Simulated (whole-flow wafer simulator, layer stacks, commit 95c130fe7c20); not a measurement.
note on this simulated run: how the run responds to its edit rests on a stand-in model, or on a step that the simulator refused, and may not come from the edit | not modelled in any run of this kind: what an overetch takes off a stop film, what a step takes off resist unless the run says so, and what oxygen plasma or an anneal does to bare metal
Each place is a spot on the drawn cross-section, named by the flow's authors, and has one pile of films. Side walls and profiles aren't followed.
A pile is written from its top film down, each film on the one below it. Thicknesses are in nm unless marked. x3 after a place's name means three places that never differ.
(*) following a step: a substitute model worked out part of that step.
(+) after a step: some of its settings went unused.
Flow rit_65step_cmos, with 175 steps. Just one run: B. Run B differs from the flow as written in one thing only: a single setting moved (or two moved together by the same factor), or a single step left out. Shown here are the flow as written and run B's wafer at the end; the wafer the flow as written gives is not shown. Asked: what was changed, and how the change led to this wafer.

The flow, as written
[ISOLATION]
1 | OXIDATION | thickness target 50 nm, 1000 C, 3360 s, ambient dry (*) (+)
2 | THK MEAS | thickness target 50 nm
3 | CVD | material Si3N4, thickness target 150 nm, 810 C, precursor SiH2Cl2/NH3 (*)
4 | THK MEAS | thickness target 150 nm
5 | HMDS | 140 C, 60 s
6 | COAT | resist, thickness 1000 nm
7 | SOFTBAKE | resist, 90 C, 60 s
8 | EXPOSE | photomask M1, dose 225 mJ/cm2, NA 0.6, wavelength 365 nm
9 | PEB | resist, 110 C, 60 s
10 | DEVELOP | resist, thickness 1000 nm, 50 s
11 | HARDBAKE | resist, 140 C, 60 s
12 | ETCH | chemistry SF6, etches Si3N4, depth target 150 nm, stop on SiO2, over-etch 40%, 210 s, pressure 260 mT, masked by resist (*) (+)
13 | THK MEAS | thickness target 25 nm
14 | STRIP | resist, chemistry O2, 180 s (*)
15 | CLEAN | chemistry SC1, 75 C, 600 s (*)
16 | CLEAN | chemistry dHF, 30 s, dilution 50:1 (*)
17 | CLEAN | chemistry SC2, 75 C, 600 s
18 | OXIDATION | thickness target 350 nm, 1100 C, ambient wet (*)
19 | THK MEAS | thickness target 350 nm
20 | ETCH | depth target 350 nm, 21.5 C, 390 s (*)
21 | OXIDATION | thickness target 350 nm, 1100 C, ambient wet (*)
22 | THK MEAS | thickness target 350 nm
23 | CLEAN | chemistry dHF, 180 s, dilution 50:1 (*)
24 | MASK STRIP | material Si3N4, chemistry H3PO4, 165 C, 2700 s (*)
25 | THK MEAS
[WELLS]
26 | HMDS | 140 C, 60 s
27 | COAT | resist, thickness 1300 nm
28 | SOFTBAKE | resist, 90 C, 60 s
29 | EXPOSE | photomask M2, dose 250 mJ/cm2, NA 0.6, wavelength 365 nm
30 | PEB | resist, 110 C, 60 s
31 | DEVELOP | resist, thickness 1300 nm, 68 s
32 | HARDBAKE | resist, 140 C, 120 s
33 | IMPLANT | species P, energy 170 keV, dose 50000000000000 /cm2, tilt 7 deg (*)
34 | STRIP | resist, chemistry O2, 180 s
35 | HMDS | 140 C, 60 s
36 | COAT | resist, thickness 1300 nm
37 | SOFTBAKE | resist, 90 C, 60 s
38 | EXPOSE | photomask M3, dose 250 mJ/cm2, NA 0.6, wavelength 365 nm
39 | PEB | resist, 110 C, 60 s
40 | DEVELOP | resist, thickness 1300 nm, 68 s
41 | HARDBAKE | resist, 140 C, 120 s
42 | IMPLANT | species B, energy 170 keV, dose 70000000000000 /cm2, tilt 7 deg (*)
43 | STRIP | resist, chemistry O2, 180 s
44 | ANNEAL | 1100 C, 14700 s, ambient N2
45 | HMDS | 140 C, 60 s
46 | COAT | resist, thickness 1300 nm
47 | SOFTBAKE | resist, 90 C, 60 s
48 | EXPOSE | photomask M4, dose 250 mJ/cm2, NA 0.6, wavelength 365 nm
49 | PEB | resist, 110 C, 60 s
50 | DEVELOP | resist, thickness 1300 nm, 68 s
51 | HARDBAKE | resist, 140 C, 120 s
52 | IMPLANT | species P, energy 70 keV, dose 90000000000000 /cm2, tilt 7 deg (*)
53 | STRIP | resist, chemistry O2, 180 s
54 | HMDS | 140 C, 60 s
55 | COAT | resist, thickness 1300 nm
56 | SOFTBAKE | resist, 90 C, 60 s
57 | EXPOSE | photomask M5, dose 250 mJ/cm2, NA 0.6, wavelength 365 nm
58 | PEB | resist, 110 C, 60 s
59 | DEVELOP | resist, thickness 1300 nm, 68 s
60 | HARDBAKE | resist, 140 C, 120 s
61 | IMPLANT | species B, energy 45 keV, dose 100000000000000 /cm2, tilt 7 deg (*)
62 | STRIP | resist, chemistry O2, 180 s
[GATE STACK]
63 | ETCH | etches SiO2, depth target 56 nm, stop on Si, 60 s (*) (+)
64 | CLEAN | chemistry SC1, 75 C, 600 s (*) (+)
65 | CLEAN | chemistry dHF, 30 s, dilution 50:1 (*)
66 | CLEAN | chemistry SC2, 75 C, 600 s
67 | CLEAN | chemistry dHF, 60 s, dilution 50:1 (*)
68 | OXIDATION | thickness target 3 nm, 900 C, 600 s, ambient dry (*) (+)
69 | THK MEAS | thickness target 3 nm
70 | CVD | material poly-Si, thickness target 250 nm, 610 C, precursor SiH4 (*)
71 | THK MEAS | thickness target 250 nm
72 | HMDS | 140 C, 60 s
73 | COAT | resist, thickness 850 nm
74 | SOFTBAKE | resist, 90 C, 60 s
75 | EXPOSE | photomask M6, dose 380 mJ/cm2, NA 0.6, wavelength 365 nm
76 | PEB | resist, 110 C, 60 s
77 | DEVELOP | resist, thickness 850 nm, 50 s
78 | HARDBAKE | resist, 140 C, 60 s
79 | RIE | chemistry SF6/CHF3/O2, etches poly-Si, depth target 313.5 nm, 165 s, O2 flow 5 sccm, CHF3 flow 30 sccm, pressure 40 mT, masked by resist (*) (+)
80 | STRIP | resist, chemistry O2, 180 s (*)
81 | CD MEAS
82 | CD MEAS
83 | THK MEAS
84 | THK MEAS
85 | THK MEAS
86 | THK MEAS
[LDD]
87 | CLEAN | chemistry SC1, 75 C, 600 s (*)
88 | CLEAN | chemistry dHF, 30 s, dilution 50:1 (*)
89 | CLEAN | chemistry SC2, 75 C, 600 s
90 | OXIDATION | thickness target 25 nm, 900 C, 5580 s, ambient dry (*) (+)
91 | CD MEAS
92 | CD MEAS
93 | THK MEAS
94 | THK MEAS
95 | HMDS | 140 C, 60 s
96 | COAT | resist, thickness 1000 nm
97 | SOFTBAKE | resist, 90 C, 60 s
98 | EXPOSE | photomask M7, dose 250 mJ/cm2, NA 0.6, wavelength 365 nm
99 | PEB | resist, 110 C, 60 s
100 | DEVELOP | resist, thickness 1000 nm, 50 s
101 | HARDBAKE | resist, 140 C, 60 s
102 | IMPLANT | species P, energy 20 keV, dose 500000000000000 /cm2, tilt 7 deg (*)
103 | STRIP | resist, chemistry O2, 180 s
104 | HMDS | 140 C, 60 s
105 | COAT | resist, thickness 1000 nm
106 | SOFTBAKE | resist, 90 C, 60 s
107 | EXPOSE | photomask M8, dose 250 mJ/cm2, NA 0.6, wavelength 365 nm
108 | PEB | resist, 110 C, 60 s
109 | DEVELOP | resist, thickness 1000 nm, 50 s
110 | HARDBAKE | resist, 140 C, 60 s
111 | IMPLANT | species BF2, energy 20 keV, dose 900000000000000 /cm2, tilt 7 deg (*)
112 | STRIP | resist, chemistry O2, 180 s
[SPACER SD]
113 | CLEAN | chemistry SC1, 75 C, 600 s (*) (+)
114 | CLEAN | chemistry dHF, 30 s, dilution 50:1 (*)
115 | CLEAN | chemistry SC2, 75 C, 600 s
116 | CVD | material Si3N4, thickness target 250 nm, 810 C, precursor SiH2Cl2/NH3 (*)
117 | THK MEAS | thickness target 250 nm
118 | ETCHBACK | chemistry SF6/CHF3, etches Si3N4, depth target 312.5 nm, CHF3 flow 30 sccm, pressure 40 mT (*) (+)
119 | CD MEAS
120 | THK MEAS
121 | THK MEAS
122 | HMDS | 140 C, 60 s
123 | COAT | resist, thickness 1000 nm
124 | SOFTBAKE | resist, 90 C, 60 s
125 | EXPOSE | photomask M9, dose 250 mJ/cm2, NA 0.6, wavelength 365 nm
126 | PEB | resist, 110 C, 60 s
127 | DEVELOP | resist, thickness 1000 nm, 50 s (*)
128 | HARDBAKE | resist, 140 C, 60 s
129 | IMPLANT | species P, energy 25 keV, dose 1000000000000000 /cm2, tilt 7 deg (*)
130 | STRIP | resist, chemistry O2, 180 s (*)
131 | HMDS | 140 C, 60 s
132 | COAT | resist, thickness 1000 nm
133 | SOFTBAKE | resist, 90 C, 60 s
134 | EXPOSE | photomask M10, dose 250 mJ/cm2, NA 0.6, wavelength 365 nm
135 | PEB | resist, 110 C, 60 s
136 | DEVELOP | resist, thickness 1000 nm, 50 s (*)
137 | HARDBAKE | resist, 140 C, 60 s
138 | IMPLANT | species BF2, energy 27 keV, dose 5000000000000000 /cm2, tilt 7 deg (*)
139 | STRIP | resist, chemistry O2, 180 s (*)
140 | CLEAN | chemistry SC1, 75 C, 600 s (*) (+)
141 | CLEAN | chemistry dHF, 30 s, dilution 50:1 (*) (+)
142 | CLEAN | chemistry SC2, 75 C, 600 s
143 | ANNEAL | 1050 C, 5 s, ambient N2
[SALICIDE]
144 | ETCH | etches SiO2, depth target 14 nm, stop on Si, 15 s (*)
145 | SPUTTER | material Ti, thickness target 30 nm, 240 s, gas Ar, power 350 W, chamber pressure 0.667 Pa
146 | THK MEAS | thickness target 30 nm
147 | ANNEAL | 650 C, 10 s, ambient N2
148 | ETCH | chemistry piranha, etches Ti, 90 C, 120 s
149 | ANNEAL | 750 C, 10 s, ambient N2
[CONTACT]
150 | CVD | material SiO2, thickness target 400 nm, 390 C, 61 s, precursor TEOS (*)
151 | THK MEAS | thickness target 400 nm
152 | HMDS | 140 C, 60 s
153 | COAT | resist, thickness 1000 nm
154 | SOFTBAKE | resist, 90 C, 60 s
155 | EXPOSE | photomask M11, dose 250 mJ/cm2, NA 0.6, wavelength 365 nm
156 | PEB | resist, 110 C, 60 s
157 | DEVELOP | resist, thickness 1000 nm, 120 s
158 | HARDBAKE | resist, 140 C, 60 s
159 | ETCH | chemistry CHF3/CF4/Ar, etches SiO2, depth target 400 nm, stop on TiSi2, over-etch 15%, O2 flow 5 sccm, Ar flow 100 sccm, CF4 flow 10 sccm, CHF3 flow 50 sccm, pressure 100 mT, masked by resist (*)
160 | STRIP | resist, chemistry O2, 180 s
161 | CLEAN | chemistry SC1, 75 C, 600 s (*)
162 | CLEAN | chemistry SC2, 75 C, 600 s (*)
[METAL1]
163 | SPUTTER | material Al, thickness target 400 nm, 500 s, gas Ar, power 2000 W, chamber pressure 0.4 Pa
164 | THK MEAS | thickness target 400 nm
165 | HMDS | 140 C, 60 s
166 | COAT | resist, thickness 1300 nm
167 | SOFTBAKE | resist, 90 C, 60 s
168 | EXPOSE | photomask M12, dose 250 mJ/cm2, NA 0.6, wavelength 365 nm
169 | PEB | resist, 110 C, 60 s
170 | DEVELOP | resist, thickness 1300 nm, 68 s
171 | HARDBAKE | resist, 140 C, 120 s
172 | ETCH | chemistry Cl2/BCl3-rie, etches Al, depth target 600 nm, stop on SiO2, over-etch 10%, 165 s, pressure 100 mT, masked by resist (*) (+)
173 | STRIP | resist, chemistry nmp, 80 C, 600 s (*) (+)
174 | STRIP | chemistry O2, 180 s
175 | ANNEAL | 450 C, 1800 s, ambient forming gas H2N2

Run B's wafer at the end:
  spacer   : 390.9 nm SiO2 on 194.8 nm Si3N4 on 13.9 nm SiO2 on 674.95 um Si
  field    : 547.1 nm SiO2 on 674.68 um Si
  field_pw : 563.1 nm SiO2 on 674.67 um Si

Cause: step 163, SPUTTER: thickness target 620 nm was run, whereas the flow has thickness target 400 nm.

The path from the change to this, step by step:
  163 | SPUTTER | material Al, thickness target 400 nm, 500 s, gas Ar, power 2000 W, chamber pressure 0.4 Pa
      field, field_pw, field_p, spacer, spacer_p: +620 Al (new film) (it would be, as written: +400 Al (new film))
      gate_n, gate_p: +562.8 Al (new film) (it would be, as written: +396 Al (new film))
      (also at 1 further place)
  166 | COAT | resist, thickness 1300 nm
      gate_n: +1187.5 resist (new film) (it would be, as written: +1131.7 resist (new film))
      gate_p: +1190.8 resist (new film) (it would be, as written: +1135.6 resist (new film))
  169 | PEB | resist, 110 C, 60 s
      gate_n: -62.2 resist (it would be, as written: -59.1 resist)
      gate_p: -62.4 resist (it would be, as written: -59.3 resist)
  170 | DEVELOP | resist, thickness 1300 nm, 68 s
      gate_n: -1125.3 resist (all of it) (it would be, as written: -1072.6 resist (all of it))
      gate_p: -1128.4 resist (all of it) (it would be, as written: -1076.3 resist (all of it))
  172 | ETCH | chemistry Cl2/BCl3-rie, etches Al, depth target 600 nm, stop on SiO2, over-etch 10%, 165 s, pressure 100 mT, masked by resist (*) (+)
      field, field_pw, field_p, spacer, spacer_p: -620 Al (all of it), -5 SiO2 (it would be, as written: -400 Al (all of it), -32.5 SiO2)
      gate_n, gate_p: -562.8 Al (all of it), -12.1 SiO2 (it would be, as written: -396 Al (all of it), -33 SiO2)
      (also at 1 further place)
